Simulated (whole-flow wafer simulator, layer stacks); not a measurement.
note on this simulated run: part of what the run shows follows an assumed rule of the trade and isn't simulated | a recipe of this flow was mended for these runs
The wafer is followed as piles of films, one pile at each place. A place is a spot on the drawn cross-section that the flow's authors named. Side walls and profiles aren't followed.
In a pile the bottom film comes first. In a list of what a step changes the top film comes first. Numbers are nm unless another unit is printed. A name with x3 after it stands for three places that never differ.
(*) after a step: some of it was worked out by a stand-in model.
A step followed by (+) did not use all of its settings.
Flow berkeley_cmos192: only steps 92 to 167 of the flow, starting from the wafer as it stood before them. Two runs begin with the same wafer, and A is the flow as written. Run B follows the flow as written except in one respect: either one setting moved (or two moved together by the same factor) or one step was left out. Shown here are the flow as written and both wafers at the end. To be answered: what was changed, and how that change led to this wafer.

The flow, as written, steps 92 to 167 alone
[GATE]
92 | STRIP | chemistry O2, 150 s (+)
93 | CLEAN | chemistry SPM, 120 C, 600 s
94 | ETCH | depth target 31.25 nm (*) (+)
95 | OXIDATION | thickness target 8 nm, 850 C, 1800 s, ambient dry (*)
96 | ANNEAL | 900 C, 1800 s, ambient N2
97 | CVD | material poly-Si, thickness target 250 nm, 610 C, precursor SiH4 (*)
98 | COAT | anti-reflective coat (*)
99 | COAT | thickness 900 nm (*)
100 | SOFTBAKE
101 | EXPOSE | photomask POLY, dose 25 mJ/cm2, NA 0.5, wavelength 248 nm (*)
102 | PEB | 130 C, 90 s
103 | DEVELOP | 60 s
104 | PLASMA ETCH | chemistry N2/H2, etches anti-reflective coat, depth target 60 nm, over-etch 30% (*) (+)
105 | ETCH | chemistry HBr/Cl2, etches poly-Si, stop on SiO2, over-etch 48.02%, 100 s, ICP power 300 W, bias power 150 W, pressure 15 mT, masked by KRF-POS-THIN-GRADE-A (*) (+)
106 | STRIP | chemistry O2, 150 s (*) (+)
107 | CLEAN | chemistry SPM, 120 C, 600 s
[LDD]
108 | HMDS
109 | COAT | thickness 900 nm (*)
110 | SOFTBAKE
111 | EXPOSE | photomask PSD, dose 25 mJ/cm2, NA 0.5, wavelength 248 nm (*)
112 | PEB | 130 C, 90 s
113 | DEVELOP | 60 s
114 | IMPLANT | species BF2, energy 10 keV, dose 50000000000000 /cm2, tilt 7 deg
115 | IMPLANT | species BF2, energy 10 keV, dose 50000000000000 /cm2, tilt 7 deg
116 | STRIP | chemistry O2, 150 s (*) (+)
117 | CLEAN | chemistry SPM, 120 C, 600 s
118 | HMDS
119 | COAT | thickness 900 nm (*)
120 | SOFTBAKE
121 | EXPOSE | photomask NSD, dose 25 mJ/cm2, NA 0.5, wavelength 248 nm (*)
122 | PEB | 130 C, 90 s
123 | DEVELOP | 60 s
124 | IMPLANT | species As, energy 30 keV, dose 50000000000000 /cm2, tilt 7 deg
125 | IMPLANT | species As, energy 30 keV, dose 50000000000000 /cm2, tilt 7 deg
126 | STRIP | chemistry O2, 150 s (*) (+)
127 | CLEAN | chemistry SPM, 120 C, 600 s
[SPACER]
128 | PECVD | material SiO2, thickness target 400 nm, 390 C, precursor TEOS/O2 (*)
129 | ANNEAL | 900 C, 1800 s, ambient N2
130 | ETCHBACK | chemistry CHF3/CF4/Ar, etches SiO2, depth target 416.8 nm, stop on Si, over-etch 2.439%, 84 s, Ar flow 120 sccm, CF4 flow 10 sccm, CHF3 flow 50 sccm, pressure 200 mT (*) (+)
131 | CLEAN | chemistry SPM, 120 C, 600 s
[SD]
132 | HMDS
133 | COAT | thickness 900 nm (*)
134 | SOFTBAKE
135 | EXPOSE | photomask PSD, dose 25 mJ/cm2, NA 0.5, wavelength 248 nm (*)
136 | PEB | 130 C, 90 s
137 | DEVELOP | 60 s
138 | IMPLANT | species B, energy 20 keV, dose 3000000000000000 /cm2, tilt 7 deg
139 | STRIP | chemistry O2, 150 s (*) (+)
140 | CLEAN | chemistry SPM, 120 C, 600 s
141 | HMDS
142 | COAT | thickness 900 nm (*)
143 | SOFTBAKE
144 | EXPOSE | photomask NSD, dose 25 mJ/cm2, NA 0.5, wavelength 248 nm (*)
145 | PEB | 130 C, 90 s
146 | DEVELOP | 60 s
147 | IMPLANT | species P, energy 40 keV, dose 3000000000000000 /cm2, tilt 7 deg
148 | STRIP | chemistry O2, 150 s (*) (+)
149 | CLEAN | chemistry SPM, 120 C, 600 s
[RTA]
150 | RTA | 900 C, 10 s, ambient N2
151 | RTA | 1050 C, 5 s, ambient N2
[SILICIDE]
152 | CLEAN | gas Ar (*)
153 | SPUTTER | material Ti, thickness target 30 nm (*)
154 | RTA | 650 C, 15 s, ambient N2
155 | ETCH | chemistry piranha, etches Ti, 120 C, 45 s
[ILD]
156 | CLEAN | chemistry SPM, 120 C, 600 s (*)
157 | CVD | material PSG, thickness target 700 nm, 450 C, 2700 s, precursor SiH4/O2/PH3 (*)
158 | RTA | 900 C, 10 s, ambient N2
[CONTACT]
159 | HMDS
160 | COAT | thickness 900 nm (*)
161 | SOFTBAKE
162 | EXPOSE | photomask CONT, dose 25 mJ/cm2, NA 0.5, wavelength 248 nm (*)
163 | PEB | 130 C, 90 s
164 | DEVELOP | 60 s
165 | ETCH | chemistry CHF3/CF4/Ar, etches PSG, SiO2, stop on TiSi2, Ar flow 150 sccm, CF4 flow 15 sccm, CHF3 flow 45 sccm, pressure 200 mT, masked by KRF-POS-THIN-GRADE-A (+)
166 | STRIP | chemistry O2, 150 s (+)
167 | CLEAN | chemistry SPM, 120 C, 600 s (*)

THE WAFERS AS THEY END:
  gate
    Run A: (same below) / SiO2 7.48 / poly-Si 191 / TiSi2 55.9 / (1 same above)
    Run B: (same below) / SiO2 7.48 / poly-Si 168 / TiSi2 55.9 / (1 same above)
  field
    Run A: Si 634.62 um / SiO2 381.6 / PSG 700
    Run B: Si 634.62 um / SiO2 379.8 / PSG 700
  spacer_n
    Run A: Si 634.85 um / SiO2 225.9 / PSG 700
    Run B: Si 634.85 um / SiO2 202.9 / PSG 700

What caused this: step 97, CVD: thickness target 227 nm was run, though the flow has thickness target 250 nm.

The path from the change to this, step by step:
  97 | CVD | material poly-Si, thickness target 250 nm, 610 C, precursor SiH4 (*)
      field, sd_n, spacer_n and 6 more: A poly-Si gains 250 (new film) | B poly-Si gains 227 (new film)
  105 | ETCH | chemistry HBr/Cl2, etches poly-Si, stop on SiO2, over-etch 48.02%, 100 s, ICP power 300 W, bias power 150 W, pressure 15 mT, masked by KRF-POS-THIN-GRADE-A (*) (+)
      spacer_n, spacer_p: A poly-Si loses 246.2 (all of it), SiO2 loses 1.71 | B poly-Si loses 223.2 (all of it), SiO2 loses 3.48
      field: A poly-Si loses 246.1 (all of it), SiO2 loses 1.71 | B poly-Si loses 223.1 (all of it), SiO2 loses 3.48
      (also at 4 further places)
  109 | COAT | thickness 900 nm (*)
      gate: A KrF-resist gains 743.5 (new film) | B KrF-resist gains 761.9 (new film)
      gate_p: A KrF-resist gains 739.8 (new film) | B KrF-resist gains 758.2 (new film)
  113 | DEVELOP | 60 s
      gate_p: A KrF-resist loses 738.2 (all of it) | B KrF-resist loses 756.5 (all of it)
  116 | STRIP | chemistry O2, 150 s (*) (+)
      gate: A KrF-resist loses 727 (all of it), chemical SiO2 gains 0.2, poly-Si loses 0.09 | B KrF-resist loses 745.3 (all of it), chemical SiO2 gains 0.2, poly-Si loses 0.09
  119 | COAT | thickness 900 nm (*)
      gate: A KrF-resist gains 743.4 (new film) | B KrF-resist gains 761.8 (new film)
      gate_p: A KrF-resist gains 739.7 (new film) | B KrF-resist gains 758 (new film)
  123 | DEVELOP | 60 s
      gate: A KrF-resist loses 741.9 (all of it) | B KrF-resist loses 760.1 (all of it)
  126 | STRIP | chemistry O2, 150 s (*) (+)
      gate_p: A KrF-resist loses 723.2 (all of it), chemical SiO2 gains 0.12, poly-Si loses 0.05 | B KrF-resist loses 741.5 (all of it), chemical SiO2 gains 0.12, poly-Si loses 0.05
  130 | ETCHBACK | chemistry CHF3/CF4/Ar, etches SiO2, depth target 416.8 nm, stop on Si, over-etch 2.439%, 84 s, Ar flow 120 sccm, CF4 flow 10 sccm, CHF3 flow 50 sccm, pressure 200 mT (*) (+)
      spacer_n, spacer_p: A SiO2 loses 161 | B SiO2 loses 182.2
  133 | COAT | thickness 900 nm (*)
      spacer_n: A KrF-resist gains 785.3 (new film) | B KrF-resist gains 801.9 (new film)
      gate: A KrF-resist gains 764.7 (new film) | B KrF-resist gains 781 (new film)
      (also at 2 further places)
  137 | DEVELOP | 60 s
      spacer_p: A KrF-resist loses 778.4 (all of it) | B KrF-resist loses 795 (all of it)
      gate_p: A KrF-resist loses 757.7 (all of it) | B KrF-resist loses 773.9 (all of it)
  139 | STRIP | chemistry O2, 150 s (*) (+)
      spacer_n: A KrF-resist loses 768.7 (all of it) | B KrF-resist loses 785.3 (all of it)
      gate: A KrF-resist loses 748.1 (all of it), chemical SiO2 gains 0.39, poly-Si loses 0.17 | B KrF-resist loses 764.4 (all of it), chemical SiO2 gains 0.39, poly-Si loses 0.17
  142 | COAT | thickness 900 nm (*)
      spacer_n: A KrF-resist gains 785.4 (new film) | B KrF-resist gains 802 (new film)
      gate: A KrF-resist gains 764.6 (new film) | B KrF-resist gains 780.9 (new film)
      (also at 2 further places)
  146 | DEVELOP | 60 s
      spacer_n: A KrF-resist loses 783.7 (all of it) | B KrF-resist loses 800.3 (all of it)
      gate: A KrF-resist loses 762.9 (all of it) | B KrF-resist loses 779.2 (all of it)
  148 | STRIP | chemistry O2, 150 s (*) (+)
      spacer_p: A KrF-resist loses 763.6 (all of it) | B KrF-resist loses 780.2 (all of it)
      gate_p: A KrF-resist loses 742.5 (all of it), chemical SiO2 gains 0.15 | B KrF-resist loses 758.8 (all of it), chemical SiO2 gains 0.15
